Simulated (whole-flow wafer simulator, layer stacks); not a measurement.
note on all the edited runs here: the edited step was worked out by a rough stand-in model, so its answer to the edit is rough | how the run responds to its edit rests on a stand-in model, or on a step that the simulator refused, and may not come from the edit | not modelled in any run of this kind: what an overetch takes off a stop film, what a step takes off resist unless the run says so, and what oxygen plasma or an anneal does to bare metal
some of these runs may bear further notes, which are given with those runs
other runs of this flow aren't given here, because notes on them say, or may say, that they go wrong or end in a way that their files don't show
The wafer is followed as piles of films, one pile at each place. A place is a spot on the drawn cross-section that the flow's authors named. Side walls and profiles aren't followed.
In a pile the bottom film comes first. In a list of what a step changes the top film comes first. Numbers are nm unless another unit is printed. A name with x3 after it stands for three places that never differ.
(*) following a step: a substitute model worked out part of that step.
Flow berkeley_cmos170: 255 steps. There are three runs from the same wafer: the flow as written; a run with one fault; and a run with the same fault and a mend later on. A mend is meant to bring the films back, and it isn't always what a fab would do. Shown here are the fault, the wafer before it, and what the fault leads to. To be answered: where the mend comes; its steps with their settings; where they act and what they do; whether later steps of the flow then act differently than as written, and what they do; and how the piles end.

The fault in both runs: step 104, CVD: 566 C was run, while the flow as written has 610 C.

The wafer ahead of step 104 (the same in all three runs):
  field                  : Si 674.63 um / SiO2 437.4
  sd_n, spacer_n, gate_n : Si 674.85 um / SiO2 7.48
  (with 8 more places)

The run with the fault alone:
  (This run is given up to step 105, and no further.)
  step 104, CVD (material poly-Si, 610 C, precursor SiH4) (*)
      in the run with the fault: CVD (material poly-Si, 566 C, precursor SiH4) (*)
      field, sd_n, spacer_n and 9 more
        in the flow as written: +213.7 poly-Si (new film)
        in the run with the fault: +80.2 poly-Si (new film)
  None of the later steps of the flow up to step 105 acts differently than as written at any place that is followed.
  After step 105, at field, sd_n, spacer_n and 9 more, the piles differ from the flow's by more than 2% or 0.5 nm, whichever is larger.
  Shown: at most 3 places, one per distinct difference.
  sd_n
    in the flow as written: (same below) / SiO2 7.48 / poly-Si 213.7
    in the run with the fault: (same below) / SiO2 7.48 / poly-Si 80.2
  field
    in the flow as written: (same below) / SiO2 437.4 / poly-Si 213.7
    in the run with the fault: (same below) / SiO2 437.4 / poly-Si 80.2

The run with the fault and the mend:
  The mend follows step 105.
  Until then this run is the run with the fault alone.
  step 105a, CVD (material poly-Si, 610 C, precursor SiH4) (*) (the flow's step 104 again, with other settings that aren't printed)
      field, sd_n, spacer_n and 9 more
        +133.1 poly-Si
  None of the later steps of the flow differs from how it acts as written, at any place that is followed, by more than 2% or 0.5 nm, whichever is larger.
  At the end the piles are close to the flow's at the places that both follow, differing by at most 2% or 0.5 nm, whichever is larger.
